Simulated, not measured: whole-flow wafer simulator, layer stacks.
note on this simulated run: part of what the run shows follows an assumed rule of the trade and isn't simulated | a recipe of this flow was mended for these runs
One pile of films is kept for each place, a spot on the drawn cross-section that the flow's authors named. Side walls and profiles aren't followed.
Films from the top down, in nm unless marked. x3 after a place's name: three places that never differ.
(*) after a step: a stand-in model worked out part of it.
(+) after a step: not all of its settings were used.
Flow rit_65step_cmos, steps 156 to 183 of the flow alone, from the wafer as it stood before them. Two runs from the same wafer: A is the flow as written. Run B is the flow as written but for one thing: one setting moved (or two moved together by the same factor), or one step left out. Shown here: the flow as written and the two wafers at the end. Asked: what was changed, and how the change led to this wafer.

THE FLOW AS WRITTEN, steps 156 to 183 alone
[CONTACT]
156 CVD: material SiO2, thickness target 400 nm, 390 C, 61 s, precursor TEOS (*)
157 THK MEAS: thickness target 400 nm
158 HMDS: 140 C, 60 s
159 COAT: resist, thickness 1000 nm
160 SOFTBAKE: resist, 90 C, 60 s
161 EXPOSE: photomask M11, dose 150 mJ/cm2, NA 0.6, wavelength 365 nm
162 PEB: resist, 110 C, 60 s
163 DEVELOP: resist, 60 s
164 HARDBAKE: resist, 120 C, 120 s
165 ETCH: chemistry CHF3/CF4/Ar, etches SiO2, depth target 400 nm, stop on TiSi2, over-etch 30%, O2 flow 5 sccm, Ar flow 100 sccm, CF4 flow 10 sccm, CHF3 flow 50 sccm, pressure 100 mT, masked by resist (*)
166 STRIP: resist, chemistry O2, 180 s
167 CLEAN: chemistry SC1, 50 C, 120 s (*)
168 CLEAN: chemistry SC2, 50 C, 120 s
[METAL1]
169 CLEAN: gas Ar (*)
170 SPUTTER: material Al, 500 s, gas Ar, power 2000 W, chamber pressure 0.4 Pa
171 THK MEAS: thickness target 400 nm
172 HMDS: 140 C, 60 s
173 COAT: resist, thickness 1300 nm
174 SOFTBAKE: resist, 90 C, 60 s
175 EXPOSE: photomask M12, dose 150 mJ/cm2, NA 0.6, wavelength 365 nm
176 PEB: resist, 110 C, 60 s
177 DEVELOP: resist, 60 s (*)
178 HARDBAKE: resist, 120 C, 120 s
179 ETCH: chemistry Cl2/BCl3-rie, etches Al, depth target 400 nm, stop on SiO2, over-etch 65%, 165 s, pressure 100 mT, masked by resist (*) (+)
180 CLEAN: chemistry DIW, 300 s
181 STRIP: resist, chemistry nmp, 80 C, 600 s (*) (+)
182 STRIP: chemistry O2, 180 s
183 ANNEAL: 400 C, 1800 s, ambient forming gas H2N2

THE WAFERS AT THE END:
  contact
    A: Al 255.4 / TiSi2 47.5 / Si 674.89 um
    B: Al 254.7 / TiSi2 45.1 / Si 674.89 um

The cause: step 165, ETCH: over-etch 42% was run, where the flow has over-etch 30%.

How the change led to this, step by step:
  165 ETCH: chemistry CHF3/CF4/Ar, etches SiO2, depth target 400 nm, stop on TiSi2, over-etch 30%, O2 flow 5 sccm, Ar flow 100 sccm, CF4 flow 10 sccm, CHF3 flow 50 sccm, pressure 100 mT, masked by resist (*)
      field, field_pw, field_nw and 10 more: A resist -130 | B resist -142
      contact: A SiO2 -400 (all of it), TiSi2 -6 | B SiO2 -400 (all of it), TiSi2 -8.4
